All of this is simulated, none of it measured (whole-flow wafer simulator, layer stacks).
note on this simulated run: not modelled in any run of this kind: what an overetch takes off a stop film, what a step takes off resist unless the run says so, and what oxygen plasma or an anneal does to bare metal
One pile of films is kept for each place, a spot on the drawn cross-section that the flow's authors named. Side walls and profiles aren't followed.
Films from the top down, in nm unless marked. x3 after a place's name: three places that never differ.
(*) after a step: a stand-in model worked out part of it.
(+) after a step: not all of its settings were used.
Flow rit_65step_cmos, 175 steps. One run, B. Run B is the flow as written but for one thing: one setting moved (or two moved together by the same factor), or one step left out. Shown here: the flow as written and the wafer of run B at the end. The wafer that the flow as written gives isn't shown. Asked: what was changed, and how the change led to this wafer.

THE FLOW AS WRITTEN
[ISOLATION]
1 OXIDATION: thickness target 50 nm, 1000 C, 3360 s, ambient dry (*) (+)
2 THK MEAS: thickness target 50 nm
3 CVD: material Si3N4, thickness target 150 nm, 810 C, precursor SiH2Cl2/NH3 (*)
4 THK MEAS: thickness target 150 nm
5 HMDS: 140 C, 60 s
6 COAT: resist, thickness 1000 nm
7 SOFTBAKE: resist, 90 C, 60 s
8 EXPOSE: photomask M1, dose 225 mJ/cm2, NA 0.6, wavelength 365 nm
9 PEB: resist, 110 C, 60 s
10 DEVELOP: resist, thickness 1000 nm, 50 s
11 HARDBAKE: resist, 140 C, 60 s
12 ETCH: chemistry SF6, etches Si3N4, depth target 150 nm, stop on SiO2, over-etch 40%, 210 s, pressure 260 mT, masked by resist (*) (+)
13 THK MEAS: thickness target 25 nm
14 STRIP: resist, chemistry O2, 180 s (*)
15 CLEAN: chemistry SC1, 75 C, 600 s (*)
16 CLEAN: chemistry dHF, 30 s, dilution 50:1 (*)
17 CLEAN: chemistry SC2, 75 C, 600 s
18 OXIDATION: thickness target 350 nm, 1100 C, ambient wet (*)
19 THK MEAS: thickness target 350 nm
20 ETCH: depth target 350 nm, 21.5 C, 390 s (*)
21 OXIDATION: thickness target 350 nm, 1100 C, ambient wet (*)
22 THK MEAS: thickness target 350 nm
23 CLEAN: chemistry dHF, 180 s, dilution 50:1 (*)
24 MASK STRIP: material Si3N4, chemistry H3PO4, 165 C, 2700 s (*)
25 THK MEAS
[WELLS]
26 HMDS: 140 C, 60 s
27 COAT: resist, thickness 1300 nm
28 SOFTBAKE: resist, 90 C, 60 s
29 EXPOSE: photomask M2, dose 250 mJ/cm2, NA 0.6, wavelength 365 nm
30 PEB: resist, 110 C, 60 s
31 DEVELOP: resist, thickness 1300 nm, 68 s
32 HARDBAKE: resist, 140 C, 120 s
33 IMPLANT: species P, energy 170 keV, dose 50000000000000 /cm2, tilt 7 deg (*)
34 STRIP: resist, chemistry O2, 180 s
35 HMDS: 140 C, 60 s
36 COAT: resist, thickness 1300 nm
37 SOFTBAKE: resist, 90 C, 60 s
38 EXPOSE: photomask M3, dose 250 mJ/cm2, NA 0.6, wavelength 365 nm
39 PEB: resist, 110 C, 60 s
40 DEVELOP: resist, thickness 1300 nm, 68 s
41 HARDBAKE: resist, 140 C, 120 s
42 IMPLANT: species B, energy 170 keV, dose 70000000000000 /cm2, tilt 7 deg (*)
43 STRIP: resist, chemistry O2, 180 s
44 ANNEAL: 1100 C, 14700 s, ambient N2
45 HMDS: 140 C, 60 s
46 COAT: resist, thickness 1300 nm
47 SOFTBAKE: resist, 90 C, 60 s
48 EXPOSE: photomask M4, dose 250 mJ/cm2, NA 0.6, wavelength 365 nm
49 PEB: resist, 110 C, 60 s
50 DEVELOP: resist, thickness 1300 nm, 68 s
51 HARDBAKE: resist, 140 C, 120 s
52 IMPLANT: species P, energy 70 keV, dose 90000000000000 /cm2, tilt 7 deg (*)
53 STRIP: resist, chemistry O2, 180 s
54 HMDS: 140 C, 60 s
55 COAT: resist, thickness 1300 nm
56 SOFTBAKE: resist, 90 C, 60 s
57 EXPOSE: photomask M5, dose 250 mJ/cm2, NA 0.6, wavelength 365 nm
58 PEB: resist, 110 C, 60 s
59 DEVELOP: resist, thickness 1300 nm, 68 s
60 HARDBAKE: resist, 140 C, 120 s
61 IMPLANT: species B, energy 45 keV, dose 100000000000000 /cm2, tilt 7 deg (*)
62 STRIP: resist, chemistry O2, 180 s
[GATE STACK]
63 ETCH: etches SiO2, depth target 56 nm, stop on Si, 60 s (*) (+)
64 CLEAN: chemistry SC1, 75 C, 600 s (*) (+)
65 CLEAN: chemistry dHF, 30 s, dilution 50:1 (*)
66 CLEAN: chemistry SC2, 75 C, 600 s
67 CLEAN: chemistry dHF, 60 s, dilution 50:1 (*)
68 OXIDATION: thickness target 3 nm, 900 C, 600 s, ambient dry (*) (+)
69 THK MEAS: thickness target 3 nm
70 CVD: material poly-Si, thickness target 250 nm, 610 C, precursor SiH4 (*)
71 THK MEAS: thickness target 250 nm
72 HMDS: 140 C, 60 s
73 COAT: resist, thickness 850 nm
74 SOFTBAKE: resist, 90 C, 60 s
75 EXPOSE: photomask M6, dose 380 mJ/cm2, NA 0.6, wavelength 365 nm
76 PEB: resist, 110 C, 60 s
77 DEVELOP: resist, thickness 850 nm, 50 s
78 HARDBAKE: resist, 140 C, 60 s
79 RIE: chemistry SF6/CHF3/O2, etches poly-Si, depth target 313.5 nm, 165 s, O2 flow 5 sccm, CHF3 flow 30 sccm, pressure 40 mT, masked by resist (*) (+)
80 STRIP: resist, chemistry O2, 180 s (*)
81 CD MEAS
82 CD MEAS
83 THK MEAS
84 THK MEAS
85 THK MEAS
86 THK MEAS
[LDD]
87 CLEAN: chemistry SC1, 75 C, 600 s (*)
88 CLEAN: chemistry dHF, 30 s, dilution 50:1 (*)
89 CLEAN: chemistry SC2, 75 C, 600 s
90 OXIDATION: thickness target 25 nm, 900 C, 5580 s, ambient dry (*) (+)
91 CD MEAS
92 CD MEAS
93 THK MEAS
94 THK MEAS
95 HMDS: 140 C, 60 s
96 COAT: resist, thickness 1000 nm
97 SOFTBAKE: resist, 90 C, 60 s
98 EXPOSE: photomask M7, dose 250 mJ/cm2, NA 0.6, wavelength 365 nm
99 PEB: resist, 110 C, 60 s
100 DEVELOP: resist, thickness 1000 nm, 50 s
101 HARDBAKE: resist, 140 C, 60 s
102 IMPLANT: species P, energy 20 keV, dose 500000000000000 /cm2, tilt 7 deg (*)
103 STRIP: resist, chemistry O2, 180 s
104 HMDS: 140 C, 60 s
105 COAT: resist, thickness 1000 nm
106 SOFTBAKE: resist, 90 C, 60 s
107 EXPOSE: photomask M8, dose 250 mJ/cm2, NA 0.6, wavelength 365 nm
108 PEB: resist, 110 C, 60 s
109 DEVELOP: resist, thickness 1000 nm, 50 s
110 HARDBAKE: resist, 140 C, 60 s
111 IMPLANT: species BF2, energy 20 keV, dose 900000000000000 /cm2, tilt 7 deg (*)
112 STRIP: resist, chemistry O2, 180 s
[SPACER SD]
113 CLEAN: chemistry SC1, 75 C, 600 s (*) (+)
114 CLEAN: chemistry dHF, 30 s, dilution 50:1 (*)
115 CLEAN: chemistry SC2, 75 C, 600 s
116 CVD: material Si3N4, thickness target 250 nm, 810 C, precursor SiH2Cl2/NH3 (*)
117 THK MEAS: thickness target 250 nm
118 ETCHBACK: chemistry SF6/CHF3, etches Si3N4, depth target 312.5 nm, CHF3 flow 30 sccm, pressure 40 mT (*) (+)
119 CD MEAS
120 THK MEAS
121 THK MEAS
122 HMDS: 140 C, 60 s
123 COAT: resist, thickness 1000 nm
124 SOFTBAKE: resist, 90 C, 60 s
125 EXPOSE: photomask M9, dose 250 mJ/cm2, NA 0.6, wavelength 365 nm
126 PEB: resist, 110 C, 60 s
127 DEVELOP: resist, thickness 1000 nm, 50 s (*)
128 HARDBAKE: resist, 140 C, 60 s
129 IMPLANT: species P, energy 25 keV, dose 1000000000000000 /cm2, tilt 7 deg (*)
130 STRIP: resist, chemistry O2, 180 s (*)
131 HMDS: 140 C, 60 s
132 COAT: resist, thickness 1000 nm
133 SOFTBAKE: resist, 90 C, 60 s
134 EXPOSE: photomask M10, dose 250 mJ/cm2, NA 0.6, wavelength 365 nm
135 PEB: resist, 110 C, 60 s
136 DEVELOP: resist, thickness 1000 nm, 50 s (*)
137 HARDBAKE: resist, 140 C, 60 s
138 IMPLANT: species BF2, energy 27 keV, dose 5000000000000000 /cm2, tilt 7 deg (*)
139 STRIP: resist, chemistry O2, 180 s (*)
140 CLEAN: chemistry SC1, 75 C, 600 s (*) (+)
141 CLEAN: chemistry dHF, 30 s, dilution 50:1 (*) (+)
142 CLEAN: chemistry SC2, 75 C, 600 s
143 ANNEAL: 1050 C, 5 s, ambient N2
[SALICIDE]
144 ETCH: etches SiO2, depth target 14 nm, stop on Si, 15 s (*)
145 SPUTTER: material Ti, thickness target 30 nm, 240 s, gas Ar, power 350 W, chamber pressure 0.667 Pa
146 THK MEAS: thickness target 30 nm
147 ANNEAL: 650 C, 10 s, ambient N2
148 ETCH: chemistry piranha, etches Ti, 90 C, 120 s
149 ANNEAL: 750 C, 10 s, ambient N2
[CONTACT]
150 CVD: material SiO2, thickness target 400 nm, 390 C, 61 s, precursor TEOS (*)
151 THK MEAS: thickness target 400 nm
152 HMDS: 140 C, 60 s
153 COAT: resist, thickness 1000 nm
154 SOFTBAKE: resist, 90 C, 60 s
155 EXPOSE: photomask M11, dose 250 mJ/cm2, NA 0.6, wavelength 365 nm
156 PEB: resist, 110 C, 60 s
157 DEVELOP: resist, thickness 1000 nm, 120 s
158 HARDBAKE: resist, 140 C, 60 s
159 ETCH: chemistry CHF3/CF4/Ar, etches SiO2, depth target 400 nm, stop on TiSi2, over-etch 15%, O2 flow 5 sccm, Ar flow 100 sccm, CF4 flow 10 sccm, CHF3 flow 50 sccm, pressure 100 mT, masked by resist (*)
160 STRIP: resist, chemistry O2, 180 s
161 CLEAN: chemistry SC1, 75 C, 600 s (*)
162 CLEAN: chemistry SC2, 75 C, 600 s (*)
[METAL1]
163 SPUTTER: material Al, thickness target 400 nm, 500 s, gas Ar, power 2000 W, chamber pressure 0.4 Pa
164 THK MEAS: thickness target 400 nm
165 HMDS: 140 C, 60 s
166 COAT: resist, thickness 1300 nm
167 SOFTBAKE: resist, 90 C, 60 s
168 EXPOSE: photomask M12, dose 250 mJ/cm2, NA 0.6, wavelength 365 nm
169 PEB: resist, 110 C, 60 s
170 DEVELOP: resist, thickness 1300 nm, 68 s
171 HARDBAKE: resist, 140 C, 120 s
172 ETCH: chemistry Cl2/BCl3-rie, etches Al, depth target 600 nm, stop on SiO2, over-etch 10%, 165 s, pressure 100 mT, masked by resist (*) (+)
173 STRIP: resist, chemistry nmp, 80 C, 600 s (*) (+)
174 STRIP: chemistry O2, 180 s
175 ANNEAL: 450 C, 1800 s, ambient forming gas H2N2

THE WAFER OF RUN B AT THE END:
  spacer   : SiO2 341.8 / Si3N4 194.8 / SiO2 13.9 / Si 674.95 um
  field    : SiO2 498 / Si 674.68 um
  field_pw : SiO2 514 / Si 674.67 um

The cause: step 163, SPUTTER: thickness target 227 nm was run, where the flow has thickness target 400 nm; step 163, SPUTTER: 284 s was run, where the flow has 500 s.

How the change led to this, step by step:
  163 SPUTTER: material Al, thickness target 400 nm, 500 s, gas Ar, power 2000 W, chamber pressure 0.4 Pa
      field, field_p, spacer, spacer_p: Al +227 (new film) (as written it would be: Al +400 (new film))
      gate_n, gate_p: Al +227 (new film) (as written it would be: Al +396 (new film))
      (and at 2 more places)
  172 ETCH: chemistry Cl2/BCl3-rie, etches Al, depth target 600 nm, stop on SiO2, over-etch 10%, 165 s, pressure 100 mT, masked by resist (*) (+)
      field, field_p, spacer, spacer_p: Al -227 (all of it), SiO2 -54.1 (as written it would be: Al -400 (all of it), SiO2 -32.5)
      gate_n, gate_p: Al -227 (all of it), SiO2 -54.1 (as written it would be: Al -396 (all of it), SiO2 -33)
      (and at 2 more places)
